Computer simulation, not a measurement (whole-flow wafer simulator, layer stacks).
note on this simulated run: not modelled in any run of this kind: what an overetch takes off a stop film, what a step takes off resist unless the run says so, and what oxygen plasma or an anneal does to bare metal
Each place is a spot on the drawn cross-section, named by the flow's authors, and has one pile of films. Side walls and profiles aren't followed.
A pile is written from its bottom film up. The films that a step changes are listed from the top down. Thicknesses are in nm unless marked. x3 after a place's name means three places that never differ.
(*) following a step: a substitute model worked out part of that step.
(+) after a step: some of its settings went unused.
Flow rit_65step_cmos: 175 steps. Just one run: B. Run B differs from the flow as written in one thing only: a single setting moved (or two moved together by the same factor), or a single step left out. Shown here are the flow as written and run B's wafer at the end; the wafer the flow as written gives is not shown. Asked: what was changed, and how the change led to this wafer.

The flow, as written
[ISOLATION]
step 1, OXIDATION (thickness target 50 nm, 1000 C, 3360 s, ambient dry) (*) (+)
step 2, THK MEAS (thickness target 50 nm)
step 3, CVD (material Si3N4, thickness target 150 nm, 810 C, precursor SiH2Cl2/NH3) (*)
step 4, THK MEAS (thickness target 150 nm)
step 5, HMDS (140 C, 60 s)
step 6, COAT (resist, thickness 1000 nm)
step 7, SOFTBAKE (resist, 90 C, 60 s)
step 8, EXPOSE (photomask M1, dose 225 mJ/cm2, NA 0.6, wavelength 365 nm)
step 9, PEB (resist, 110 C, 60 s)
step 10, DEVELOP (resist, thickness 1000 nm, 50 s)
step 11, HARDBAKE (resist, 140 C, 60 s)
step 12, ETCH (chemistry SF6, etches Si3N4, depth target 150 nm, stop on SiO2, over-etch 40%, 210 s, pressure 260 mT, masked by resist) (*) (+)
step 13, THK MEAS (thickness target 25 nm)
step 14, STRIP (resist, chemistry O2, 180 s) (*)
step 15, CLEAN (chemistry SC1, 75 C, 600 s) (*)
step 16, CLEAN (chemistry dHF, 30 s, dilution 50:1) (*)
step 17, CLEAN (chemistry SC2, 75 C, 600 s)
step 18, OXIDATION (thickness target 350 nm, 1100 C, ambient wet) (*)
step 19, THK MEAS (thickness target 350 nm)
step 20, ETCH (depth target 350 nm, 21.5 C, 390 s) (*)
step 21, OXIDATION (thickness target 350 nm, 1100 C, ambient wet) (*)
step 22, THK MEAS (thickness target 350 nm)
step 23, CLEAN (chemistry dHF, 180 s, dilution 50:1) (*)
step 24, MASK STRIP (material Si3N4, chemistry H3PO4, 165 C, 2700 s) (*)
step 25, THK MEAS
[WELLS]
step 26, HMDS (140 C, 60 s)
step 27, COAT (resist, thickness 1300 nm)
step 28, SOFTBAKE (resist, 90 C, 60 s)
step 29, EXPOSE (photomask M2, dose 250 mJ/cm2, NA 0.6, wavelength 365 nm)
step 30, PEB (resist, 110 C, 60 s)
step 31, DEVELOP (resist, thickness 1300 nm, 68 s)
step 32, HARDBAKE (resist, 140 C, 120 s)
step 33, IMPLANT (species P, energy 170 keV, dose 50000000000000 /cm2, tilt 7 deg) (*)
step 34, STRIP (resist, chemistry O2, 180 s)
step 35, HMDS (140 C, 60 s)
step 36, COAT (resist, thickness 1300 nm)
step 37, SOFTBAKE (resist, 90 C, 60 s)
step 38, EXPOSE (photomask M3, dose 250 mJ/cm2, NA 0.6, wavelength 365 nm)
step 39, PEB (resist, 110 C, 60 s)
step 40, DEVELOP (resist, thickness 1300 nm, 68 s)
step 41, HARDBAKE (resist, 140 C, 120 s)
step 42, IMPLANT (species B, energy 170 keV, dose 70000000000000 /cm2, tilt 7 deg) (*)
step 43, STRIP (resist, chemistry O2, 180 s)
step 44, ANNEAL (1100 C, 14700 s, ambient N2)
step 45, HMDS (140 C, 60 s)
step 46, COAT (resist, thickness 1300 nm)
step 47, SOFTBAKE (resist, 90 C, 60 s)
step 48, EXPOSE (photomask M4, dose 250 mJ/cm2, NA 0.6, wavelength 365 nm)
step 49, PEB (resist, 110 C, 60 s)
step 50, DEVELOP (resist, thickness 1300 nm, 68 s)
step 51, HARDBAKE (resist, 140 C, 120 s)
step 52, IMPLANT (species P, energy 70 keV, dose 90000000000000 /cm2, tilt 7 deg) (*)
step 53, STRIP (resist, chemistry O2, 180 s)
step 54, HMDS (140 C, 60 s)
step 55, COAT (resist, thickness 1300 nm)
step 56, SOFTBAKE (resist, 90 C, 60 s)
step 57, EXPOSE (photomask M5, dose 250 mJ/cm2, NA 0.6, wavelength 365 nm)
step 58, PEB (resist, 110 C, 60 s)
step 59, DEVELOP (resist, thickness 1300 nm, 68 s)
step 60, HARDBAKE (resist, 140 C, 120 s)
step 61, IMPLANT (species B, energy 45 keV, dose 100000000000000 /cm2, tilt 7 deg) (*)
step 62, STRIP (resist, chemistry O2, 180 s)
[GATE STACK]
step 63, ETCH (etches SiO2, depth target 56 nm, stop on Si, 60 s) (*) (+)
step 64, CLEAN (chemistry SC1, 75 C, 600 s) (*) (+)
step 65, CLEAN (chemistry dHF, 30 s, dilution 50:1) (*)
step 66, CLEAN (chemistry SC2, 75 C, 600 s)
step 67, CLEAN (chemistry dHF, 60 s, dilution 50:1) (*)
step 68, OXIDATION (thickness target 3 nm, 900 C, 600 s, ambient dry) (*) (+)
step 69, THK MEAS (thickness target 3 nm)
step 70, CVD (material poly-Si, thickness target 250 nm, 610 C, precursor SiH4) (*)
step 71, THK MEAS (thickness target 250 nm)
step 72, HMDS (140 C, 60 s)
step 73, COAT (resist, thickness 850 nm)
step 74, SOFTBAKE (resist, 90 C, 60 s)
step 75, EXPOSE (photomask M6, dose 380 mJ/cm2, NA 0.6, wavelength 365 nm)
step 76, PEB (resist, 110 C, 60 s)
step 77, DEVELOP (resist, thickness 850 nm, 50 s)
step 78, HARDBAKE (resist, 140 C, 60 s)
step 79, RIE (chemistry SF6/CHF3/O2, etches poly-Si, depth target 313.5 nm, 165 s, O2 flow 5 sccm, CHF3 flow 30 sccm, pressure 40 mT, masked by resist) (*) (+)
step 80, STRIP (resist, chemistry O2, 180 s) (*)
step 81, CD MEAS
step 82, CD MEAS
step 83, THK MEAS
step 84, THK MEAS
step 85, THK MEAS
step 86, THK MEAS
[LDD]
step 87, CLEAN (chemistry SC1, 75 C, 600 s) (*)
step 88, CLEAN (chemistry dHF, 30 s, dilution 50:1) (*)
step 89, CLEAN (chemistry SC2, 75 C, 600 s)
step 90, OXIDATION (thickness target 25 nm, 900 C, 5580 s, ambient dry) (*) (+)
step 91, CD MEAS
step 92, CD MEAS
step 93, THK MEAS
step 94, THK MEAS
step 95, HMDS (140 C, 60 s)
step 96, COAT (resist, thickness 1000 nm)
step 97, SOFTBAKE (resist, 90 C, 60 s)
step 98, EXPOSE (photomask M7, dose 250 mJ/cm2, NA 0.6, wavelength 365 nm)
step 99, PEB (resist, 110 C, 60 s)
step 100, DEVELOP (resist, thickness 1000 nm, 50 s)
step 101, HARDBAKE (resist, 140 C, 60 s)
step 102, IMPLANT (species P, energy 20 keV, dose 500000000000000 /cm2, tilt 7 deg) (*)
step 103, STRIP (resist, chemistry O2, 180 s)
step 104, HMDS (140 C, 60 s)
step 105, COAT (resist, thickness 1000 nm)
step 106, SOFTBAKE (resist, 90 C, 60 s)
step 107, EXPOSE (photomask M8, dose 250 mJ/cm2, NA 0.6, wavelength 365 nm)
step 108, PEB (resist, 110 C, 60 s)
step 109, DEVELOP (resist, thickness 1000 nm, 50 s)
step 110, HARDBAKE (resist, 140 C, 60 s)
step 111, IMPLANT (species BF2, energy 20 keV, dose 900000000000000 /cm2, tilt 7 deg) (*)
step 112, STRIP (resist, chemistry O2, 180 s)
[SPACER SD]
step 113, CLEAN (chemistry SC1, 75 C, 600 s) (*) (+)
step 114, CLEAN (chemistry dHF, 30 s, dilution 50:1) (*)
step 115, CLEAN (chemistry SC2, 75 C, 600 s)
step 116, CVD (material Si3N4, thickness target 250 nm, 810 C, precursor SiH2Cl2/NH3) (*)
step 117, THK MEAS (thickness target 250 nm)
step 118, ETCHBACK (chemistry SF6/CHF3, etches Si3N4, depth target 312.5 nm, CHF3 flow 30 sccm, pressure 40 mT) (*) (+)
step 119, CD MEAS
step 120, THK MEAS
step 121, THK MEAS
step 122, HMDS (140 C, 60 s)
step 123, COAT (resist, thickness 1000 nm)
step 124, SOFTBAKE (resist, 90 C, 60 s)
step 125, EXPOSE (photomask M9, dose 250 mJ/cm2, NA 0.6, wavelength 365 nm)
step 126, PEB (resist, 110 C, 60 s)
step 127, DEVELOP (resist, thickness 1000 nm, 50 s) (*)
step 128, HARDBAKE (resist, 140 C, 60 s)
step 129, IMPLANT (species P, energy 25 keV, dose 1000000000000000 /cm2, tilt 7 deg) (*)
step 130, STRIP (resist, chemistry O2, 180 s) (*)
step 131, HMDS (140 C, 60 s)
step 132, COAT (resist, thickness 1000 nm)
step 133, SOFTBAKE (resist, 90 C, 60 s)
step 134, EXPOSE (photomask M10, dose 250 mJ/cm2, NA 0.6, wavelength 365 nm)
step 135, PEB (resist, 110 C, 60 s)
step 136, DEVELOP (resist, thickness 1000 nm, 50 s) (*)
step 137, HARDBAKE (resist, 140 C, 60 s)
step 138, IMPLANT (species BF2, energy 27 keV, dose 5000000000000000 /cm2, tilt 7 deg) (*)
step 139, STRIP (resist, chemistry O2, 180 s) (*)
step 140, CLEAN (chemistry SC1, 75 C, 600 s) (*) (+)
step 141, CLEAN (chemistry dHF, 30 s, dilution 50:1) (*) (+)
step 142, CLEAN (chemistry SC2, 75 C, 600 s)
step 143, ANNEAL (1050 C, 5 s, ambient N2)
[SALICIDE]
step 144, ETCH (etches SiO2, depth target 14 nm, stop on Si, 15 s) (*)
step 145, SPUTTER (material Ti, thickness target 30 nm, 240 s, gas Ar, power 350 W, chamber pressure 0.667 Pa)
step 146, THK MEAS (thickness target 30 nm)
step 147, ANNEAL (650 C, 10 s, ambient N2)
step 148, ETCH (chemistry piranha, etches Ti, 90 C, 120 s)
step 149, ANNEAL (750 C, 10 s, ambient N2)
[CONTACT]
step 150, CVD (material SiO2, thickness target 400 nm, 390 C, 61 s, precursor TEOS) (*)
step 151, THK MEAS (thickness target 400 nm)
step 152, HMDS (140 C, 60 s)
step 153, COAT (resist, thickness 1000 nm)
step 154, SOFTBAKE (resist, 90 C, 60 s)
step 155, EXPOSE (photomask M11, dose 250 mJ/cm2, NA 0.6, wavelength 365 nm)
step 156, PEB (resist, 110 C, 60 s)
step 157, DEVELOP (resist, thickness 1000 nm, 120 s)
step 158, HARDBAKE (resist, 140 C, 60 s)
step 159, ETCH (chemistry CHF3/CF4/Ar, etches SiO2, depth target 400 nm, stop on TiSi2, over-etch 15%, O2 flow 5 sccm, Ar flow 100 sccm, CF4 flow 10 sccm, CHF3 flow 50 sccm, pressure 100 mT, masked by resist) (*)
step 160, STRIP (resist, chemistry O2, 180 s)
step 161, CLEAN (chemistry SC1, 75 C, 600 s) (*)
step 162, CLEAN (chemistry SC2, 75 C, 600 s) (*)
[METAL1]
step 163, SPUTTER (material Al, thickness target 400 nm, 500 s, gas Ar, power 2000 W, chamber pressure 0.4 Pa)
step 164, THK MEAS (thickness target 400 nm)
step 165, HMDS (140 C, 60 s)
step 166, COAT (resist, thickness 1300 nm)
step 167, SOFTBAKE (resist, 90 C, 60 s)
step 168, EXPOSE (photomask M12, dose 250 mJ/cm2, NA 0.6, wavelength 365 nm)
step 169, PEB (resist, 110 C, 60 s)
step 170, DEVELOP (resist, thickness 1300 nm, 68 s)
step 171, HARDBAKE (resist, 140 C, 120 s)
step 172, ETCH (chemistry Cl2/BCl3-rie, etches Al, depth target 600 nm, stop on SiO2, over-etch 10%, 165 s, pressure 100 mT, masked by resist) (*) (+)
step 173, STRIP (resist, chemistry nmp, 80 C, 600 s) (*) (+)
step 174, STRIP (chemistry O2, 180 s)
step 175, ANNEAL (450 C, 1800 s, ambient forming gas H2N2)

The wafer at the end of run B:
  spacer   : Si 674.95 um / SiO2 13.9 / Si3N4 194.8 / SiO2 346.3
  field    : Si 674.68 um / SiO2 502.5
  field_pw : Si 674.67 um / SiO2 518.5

Cause: step 163, SPUTTER: power 1314 W was run, while the flow as written has power 2000 W.

Step by step, how the change led to this:
  step 163, SPUTTER (material Al, thickness target 400 nm, 500 s, gas Ar, power 2000 W, chamber pressure 0.4 Pa)
      field, field_p, spacer, spacer_p: Al gains 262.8 (new film) (it would be, as written: Al gains 400 (new film))
      gate_n, gate_p: Al gains 262.8 (new film) (it would be, as written: Al gains 396 (new film))
      (as well as at 2 more places)
  step 172, ETCH (chemistry Cl2/BCl3-rie, etches Al, depth target 600 nm, stop on SiO2, over-etch 10%, 165 s, pressure 100 mT, masked by resist) (*) (+)
      field, spacer, spacer_p: Al loses 262.8 (all of it), SiO2 loses 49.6 (it would be, as written: Al loses 400 (all of it), SiO2 loses 32.5)
      gate_n, gate_p: Al loses 262.8 (all of it), SiO2 loses 49.6 (it would be, as written: Al loses 396 (all of it), SiO2 loses 33)
      (as well as at 3 more places)
